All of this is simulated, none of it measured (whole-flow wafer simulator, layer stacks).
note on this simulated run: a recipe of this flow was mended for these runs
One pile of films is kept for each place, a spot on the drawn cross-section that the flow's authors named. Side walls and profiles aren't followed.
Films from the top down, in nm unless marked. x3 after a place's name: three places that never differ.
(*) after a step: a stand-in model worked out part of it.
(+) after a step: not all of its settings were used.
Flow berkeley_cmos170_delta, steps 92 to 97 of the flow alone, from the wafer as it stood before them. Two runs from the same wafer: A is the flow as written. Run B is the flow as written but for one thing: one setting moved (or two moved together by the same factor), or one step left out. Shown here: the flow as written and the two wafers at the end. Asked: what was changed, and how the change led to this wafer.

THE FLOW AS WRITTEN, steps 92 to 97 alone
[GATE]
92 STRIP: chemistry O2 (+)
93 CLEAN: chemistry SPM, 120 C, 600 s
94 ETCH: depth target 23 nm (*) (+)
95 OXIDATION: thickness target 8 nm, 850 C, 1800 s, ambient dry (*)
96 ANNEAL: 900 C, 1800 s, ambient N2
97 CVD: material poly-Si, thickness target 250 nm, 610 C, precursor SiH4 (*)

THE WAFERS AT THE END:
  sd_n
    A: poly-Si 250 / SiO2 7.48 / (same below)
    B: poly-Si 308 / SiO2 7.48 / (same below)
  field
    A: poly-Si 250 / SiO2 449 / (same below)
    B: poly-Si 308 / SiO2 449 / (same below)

The cause: step 97, CVD: thickness target 308 nm was run, where the flow has thickness target 250 nm.
It can be read off the wafer: sd_n has poly-Si 308, and step 97 as written asks for 250 nm.

How the change led to this, step by step:
  97 CVD: material poly-Si, thickness target 250 nm, 610 C, precursor SiH4 (*)
      field, sd_n, spacer_n, gate, sd_p, spacer_p x2, contact, m1: A poly-Si +250 (new film) | B poly-Si +308 (new film)
